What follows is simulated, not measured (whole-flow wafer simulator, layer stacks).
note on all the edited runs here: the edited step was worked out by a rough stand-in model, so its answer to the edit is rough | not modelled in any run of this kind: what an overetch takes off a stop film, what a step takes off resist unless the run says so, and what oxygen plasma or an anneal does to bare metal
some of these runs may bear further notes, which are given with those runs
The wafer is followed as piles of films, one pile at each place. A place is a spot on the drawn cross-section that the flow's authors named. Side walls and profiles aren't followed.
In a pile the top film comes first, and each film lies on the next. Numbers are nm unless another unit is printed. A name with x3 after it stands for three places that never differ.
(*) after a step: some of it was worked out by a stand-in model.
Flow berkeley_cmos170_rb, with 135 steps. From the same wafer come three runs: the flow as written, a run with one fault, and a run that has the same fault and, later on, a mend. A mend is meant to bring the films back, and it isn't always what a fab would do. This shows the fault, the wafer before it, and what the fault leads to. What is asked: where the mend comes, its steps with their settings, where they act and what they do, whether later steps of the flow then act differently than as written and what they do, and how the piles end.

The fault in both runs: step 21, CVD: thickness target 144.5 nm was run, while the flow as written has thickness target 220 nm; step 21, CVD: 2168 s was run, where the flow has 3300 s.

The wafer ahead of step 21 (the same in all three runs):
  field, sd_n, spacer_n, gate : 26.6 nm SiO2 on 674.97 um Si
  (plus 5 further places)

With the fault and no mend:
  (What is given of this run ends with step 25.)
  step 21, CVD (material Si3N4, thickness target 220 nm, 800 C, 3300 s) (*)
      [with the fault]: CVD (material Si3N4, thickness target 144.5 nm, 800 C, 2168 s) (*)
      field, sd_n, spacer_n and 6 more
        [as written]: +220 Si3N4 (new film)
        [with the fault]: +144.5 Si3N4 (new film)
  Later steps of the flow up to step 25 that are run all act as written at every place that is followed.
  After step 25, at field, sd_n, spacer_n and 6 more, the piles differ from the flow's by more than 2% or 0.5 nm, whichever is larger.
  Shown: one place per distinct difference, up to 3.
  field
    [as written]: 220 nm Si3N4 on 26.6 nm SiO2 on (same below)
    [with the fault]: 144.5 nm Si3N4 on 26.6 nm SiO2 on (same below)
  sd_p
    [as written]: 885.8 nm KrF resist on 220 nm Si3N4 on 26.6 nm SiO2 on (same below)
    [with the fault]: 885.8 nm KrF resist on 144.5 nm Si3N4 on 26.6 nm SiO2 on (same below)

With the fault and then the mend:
  The mend stands after step 21.
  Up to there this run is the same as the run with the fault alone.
  step 21a, ETCH (chemistry h3po4, depth target 166.7 nm) (the flow's step 16 again, with other settings)
      field, sd_n, spacer_n and 6 more
        -144.5 Si3N4 (all of it)
  step 21b, CLEAN (*) (the flow's step 18 again)
      does not change any film at any place that is followed
  step 21c, CVD (material Si3N4, thickness target 220 nm, 800 C, 3300 s) (*) (the flow's step 21 again)
      field, sd_n, spacer_n and 6 more
        +220 Si3N4 (new film)
  Later steps of the flow that are run all act as written at every place that is followed.
  By the end, the piles equal the flow's at every place that both follow.
